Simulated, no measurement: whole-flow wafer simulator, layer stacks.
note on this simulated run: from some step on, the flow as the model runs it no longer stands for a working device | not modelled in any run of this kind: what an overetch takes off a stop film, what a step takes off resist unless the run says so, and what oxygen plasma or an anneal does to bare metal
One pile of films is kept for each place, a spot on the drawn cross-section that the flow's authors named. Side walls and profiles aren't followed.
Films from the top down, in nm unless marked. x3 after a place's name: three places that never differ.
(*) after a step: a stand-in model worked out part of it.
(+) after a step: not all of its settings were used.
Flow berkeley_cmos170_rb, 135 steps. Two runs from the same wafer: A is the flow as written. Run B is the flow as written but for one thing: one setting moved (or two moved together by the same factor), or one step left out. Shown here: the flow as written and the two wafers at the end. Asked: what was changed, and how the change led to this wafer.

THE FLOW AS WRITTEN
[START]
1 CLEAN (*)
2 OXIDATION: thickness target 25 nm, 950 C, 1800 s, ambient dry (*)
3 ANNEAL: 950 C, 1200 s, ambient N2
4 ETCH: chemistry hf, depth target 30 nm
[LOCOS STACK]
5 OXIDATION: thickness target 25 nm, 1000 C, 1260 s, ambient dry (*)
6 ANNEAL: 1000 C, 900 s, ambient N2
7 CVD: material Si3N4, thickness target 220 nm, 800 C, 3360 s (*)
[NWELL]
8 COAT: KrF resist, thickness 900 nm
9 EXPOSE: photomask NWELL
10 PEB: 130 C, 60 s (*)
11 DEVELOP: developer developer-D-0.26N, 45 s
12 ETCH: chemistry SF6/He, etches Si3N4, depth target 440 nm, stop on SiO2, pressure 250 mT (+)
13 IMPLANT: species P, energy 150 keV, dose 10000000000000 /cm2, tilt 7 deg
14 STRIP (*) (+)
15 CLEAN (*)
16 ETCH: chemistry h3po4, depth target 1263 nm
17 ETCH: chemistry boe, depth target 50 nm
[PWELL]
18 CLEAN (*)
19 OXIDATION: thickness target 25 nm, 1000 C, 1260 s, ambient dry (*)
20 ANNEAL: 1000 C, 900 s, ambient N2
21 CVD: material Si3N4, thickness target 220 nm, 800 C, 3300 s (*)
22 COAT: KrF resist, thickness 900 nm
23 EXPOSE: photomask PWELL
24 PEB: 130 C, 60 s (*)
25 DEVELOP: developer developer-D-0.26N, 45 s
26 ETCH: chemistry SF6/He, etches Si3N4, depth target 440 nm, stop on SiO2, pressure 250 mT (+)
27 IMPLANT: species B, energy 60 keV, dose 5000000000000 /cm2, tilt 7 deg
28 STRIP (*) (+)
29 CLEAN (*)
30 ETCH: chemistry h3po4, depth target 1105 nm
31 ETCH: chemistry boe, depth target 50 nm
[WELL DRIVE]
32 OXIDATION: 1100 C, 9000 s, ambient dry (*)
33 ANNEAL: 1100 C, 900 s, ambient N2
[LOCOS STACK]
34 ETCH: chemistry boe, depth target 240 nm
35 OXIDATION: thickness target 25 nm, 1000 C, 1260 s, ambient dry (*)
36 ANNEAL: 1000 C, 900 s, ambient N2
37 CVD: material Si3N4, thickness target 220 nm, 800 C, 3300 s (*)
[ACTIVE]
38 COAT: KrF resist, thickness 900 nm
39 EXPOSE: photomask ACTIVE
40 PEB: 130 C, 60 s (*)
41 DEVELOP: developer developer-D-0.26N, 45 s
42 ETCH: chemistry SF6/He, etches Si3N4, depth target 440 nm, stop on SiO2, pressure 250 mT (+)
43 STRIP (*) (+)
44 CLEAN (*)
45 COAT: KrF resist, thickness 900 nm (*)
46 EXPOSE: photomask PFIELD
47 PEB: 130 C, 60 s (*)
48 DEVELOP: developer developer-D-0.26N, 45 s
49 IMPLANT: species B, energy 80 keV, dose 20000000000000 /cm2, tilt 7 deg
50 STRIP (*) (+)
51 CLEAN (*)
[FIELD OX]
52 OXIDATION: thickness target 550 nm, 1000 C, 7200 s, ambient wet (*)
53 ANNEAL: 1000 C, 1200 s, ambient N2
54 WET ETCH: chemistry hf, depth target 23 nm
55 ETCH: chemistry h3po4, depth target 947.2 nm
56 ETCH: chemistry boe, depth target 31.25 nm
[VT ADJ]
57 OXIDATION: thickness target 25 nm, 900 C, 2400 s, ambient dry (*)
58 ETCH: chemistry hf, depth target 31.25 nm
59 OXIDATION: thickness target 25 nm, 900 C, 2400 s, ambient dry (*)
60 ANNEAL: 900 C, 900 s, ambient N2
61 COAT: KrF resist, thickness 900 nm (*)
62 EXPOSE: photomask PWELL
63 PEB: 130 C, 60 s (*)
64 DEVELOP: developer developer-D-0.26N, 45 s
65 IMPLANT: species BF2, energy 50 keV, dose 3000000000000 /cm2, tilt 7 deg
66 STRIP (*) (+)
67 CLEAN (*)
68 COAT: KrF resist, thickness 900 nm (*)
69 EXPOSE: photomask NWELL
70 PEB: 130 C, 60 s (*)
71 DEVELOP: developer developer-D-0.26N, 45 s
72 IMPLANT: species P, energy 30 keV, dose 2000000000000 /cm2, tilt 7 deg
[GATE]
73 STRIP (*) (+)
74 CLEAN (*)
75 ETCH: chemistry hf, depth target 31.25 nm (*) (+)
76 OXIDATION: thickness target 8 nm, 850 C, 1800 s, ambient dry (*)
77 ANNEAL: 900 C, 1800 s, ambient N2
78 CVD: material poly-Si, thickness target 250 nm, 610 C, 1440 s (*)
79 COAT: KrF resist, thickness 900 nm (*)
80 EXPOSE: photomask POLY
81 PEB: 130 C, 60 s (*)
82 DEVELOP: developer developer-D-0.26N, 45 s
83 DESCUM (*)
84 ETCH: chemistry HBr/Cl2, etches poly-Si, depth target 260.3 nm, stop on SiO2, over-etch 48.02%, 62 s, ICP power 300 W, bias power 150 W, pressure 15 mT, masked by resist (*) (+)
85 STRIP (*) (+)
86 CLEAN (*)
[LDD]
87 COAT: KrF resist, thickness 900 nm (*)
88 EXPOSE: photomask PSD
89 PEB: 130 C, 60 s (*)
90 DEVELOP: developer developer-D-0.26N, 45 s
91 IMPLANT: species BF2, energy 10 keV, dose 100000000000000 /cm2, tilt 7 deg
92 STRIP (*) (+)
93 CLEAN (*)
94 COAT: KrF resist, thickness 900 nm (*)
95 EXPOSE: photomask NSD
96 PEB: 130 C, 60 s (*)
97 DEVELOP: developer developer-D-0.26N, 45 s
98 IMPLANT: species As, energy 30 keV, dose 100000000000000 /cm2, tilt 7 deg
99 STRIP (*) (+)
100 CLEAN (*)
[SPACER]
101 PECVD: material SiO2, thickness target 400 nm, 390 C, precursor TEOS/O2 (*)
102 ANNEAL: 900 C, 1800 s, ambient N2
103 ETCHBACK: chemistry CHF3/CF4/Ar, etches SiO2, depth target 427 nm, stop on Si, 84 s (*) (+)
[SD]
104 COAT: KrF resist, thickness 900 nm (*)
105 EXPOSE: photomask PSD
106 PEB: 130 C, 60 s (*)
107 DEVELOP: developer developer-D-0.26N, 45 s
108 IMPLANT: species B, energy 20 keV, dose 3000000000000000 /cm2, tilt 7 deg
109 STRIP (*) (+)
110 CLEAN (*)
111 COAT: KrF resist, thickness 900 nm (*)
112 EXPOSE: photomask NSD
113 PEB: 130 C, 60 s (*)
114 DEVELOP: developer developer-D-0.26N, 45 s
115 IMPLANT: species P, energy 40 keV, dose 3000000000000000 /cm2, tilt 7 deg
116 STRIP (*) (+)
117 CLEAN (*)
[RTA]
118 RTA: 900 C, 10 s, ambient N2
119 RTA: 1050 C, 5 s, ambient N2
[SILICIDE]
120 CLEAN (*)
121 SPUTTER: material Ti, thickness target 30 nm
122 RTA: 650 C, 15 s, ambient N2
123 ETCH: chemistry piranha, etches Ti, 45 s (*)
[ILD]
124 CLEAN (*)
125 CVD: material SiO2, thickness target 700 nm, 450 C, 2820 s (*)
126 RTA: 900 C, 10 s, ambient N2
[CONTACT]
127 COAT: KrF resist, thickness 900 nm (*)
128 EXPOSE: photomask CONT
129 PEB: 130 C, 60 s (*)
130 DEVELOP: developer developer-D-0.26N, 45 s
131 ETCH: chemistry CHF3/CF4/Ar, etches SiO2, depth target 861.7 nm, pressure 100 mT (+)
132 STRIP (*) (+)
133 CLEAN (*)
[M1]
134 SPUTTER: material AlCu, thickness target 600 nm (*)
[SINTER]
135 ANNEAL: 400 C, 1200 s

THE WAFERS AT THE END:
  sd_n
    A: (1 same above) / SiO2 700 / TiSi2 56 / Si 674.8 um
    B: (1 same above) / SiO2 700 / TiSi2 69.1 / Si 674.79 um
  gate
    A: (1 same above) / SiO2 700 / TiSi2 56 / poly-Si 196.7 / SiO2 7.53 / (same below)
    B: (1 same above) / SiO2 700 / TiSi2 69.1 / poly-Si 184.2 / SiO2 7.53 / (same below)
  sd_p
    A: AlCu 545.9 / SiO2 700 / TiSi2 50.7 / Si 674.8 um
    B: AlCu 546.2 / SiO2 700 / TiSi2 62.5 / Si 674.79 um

The cause: step 121, SPUTTER: thickness target 37 nm was run, where the flow has thickness target 30 nm.

How the change led to this, step by step:
  121 SPUTTER: material Ti, thickness target 30 nm
      field, sd_n, spacer_n, gate, spacer_p, gate_p, contact, m1: A Ti +30 (new film) | B Ti +37 (new film)
      sd_p: A Ti +27.1 (new film) | B Ti +33.4 (new film)
  122 RTA: 650 C, 15 s, ambient N2
      sd_n, contact, m1: A Ti -23.4, TiSi first +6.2 (new film), TiSi2 C49 +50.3 (new film), Si -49 | B Ti -28.9, TiSi first +21.1 (new film), TiSi2 C49 +42.1 (new film), Si -51.5
      gate, gate_p: A Ti -23.4, TiSi first +6.2 (new film), TiSi2 C49 +50.3 (new film), poly-Si -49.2 | B Ti -28.9, TiSi first +21.1 (new film), TiSi2 C49 +42.1 (new film), poly-Si -51.7
      (and at 1 more place)
  123 ETCH: chemistry piranha, etches Ti, 45 s (*)
      sd_n, gate, gate_p, contact, m1: A Ti -6.6 (all of it) | B Ti -8.14 (all of it)
      field, spacer_n, spacer_p: A Ti -30 (all of it) | B Ti -37 (all of it)
      (and at 1 more place)
  126 RTA: 900 C, 10 s, ambient N2
      sd_n, contact, m1: A under 1 film: TiSi2 +56 (new film), TiSi first -6.2 (all of it), TiSi2 C49 -50.3 (all of it), Si -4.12 | B under 1 film: TiSi2 +69.1 (new film), TiSi first -21.1 (all of it), TiSi2 C49 -42.1 (all of it), Si -14
      gate, gate_p: A under 1 film: TiSi2 +56 (new film), TiSi first -6.2 (all of it), TiSi2 C49 -50.3 (all of it), poly-Si -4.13 | B under 1 film: TiSi2 +69.1 (new film), TiSi first -21.1 (all of it), TiSi2 C49 -42.1 (all of it), poly-Si -14
      (and at 1 more place)
